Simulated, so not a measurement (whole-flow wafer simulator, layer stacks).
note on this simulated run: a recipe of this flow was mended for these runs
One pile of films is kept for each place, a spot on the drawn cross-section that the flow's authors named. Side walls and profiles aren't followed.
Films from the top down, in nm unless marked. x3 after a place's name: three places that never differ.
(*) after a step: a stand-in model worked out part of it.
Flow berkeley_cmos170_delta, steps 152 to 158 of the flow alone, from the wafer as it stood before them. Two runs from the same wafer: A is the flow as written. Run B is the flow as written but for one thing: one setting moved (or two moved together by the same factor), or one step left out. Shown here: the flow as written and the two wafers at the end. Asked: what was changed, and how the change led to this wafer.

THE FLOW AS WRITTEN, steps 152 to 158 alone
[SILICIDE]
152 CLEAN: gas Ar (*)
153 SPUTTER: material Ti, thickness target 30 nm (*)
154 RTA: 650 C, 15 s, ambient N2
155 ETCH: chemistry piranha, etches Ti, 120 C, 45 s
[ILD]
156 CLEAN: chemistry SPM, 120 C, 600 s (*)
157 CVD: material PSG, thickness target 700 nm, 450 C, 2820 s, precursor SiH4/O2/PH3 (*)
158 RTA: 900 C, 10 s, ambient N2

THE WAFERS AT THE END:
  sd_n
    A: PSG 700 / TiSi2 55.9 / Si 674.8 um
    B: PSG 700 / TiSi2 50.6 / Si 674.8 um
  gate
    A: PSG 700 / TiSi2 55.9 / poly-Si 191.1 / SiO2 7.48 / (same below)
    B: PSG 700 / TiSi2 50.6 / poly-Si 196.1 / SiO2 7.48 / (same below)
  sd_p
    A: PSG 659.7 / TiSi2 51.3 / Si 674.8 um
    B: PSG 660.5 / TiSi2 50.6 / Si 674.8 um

The cause: step 154, RTA: 6 s was run, where the flow has 15 s.

How the change led to this, step by step:
  154 RTA: 650 C, 15 s, ambient N2
      sd_n, contact x2: A Ti -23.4, TiSi first +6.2 (new film), TiSi2 C49 +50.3 (new film), Si -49 | B Ti -21.2, TiSi first +22.1 (new film), TiSi2 C49 +21.1 (new film), Si -33.5
      gate, gate_p: A Ti -23.4, TiSi first +6.2 (new film), TiSi2 C49 +50.3 (new film), poly-Si -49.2 | B Ti -21.2, TiSi first +22.1 (new film), TiSi2 C49 +21.1 (new film), poly-Si -33.6
      (and at 1 more place)
  155 ETCH: chemistry piranha, etches Ti, 120 C, 45 s
      sd_n, gate, gate_p, contact x2: A Ti -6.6 (all of it), TiSi first -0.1 | B Ti -8.81 (all of it), TiSi first -0.1
  158 RTA: 900 C, 10 s, ambient N2
      sd_n, contact x2: A under 1 film: TiSi2 +55.9 (new film), TiSi first -6.09 (all of it), TiSi2 C49 -50.3 (all of it), Si -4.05 | B under 1 film: TiSi2 +50.6 (new film), TiSi first -22 (all of it), TiSi2 C49 -21.1 (all of it), Si -14.6
      gate, gate_p: A under 1 film: TiSi2 +55.9 (new film), TiSi first -6.09 (all of it), TiSi2 C49 -50.3 (all of it), poly-Si -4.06 | B under 1 film: TiSi2 +50.6 (new film), TiSi first -22 (all of it), TiSi2 C49 -21.1 (all of it), poly-Si -14.6
      (and at 1 more place)
